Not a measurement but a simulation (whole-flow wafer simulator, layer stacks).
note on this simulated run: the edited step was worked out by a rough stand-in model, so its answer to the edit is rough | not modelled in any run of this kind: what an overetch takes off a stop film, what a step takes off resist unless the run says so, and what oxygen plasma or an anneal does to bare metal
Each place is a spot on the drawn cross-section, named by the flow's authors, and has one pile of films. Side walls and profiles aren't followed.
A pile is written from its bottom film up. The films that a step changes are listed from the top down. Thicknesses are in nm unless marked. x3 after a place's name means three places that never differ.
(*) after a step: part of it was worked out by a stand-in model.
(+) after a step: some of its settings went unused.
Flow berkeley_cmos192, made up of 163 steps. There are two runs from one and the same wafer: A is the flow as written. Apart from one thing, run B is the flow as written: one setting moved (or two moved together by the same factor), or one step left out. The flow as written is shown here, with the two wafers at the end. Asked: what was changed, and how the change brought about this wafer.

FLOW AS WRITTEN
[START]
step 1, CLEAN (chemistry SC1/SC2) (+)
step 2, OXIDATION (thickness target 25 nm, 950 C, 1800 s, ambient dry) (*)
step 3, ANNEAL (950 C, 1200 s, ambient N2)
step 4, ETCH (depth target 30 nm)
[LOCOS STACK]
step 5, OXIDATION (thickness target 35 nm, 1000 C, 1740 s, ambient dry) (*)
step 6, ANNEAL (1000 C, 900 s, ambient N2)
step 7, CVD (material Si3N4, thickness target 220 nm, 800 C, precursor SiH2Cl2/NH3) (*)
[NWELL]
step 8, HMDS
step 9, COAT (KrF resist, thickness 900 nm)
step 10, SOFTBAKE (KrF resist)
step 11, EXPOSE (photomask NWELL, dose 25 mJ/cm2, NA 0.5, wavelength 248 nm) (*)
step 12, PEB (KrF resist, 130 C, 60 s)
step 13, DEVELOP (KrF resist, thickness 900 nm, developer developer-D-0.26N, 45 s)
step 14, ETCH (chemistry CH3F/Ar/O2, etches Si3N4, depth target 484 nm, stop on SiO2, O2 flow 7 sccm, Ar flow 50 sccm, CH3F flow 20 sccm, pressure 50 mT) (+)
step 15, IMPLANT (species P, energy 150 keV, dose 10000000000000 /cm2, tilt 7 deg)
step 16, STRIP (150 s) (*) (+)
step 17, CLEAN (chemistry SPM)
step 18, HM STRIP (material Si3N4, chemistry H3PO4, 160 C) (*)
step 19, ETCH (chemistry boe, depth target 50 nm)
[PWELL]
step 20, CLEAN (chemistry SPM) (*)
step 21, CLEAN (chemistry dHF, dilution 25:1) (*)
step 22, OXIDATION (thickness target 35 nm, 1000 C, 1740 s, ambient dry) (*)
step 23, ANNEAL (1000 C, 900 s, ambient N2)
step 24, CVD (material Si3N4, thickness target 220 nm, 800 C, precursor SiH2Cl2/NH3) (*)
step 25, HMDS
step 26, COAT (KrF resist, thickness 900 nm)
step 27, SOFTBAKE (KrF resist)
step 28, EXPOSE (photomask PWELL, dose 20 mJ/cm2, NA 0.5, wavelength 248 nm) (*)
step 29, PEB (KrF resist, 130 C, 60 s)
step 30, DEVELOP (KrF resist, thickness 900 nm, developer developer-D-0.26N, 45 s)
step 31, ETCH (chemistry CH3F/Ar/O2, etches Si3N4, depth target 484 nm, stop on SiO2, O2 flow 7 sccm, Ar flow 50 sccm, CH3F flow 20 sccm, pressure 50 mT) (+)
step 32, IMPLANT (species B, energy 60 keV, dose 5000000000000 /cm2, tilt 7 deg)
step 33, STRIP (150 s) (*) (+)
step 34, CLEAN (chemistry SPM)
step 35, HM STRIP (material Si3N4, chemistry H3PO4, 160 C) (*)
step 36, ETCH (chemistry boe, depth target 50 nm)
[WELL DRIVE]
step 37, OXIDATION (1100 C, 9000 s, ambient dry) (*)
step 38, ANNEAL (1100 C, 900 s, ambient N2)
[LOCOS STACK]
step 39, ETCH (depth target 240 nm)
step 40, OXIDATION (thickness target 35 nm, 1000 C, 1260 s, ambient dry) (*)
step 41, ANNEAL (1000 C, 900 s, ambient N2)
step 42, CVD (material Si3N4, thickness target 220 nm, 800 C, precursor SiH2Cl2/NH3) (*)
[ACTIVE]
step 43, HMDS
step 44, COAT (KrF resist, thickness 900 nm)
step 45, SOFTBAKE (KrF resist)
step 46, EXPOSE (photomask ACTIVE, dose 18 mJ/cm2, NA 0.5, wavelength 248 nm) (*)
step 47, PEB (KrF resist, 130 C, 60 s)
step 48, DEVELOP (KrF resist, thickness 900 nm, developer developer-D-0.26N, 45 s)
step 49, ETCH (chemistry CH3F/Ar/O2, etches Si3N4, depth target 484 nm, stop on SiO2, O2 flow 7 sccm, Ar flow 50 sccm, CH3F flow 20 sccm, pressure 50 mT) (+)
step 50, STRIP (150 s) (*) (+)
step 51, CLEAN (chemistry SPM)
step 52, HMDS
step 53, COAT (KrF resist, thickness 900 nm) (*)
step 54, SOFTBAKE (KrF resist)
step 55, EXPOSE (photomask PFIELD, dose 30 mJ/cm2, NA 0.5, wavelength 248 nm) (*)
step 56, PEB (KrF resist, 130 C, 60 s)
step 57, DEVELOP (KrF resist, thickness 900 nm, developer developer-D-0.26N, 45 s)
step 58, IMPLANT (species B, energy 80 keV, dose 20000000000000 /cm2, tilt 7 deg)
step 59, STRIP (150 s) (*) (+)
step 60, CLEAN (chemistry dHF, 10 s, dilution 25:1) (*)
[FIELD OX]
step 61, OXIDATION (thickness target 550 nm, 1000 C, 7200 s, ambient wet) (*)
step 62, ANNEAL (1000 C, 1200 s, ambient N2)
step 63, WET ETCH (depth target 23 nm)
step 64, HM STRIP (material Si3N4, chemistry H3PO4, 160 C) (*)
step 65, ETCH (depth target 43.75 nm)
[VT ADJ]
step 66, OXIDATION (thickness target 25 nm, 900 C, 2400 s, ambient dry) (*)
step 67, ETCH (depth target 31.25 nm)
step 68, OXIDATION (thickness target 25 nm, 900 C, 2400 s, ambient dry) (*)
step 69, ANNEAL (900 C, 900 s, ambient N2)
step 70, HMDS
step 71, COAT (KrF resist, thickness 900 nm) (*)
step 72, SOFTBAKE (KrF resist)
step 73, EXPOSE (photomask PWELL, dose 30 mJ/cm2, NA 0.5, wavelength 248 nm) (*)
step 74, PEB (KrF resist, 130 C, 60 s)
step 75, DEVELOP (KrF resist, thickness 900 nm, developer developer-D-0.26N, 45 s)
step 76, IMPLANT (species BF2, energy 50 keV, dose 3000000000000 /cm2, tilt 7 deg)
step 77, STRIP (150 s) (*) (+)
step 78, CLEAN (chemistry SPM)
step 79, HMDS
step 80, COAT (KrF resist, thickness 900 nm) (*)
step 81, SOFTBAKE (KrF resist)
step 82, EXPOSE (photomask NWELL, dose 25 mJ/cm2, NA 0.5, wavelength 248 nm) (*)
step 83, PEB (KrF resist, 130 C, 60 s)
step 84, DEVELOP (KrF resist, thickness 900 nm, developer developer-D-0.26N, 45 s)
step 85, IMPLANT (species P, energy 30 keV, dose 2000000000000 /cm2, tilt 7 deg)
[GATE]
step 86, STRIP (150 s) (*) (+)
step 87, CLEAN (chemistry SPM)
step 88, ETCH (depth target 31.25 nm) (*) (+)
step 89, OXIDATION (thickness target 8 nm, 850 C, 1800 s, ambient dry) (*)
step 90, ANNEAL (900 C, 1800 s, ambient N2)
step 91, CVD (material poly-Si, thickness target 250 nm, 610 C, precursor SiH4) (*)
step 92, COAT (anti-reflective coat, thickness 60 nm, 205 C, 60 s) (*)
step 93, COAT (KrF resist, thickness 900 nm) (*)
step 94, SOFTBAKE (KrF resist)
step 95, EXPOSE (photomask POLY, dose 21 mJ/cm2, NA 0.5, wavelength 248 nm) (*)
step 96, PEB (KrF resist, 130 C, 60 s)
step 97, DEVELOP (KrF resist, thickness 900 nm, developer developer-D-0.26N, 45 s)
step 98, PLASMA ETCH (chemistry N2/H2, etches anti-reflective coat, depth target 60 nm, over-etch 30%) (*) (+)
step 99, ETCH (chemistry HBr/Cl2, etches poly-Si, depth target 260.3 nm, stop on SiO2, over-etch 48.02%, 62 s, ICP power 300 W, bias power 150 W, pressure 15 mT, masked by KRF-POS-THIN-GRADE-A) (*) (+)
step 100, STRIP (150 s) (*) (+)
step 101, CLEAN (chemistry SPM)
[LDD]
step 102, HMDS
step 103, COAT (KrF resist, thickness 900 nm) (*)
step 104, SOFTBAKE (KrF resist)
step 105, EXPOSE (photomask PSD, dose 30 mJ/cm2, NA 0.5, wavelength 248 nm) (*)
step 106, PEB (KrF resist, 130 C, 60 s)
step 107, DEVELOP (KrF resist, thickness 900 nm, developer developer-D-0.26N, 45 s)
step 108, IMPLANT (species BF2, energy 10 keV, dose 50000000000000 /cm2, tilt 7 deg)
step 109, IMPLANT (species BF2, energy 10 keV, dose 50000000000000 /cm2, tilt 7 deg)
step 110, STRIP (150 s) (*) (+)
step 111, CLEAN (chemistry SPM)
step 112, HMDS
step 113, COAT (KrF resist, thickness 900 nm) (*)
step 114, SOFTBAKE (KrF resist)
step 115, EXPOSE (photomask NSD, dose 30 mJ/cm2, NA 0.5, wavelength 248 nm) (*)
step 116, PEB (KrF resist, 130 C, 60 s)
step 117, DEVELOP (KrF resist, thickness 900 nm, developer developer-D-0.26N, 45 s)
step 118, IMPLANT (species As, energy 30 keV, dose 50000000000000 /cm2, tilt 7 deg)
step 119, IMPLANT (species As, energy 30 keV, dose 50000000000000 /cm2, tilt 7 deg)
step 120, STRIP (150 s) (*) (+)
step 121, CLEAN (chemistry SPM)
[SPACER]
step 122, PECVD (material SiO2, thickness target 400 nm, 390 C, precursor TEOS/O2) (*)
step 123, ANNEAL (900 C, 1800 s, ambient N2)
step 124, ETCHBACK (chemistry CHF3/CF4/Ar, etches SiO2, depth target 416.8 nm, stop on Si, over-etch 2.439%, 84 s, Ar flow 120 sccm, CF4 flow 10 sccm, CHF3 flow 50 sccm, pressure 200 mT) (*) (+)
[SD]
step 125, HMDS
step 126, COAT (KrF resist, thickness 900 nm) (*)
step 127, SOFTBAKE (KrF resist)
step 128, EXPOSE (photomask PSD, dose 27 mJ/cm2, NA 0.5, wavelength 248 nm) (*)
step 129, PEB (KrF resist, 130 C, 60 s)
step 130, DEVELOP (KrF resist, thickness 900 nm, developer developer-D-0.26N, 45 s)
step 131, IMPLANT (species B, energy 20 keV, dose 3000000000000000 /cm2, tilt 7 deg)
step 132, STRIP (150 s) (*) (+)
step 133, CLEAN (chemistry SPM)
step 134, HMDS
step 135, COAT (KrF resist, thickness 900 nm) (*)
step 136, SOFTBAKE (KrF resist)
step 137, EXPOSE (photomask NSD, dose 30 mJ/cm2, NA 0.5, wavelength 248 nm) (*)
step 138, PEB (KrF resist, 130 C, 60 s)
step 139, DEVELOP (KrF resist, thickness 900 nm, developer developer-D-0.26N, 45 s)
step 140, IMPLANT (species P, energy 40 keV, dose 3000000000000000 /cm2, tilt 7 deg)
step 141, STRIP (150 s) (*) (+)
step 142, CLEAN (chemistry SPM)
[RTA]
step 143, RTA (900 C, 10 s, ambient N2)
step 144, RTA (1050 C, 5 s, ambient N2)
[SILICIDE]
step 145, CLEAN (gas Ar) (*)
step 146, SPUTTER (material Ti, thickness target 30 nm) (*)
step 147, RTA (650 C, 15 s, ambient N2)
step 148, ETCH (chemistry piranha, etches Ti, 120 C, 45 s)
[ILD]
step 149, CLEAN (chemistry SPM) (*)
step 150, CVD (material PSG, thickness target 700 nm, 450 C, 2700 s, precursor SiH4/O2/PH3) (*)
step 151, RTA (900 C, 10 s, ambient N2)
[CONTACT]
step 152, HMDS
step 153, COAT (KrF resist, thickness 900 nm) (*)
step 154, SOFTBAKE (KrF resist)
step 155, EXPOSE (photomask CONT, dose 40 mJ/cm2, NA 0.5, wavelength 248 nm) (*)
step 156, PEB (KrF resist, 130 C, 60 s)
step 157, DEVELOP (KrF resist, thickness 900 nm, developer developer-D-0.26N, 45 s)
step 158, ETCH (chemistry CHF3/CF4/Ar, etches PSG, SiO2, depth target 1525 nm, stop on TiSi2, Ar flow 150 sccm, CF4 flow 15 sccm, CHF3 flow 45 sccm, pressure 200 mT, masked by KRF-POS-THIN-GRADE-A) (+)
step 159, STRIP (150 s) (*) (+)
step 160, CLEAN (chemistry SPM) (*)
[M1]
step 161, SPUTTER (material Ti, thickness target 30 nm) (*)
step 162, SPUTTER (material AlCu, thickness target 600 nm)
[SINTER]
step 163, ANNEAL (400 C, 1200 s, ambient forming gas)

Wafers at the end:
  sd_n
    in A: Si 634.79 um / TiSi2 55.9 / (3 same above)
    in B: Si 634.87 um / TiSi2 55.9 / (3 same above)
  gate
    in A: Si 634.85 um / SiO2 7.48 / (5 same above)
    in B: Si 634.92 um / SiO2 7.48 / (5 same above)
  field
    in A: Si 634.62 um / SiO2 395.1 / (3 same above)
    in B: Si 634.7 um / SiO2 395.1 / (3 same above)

What caused this: step 37, OXIDATION: 880 C was run, while the flow as written has 1100 C.

Step by step, how the change led to this:
  step 37, OXIDATION (1100 C, 9000 s, ambient dry) (*)
      field, sd_n, spacer_n and 6 more: A SiO2 gains 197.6 (new film), Si loses 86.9 | B SiO2 gains 28.3 (new film), Si loses 12.5
  step 39, ETCH (depth target 240 nm)
      field, sd_n, spacer_n and 6 more: A SiO2 loses 197.6 (all of it) | B SiO2 loses 28.3 (all of it)
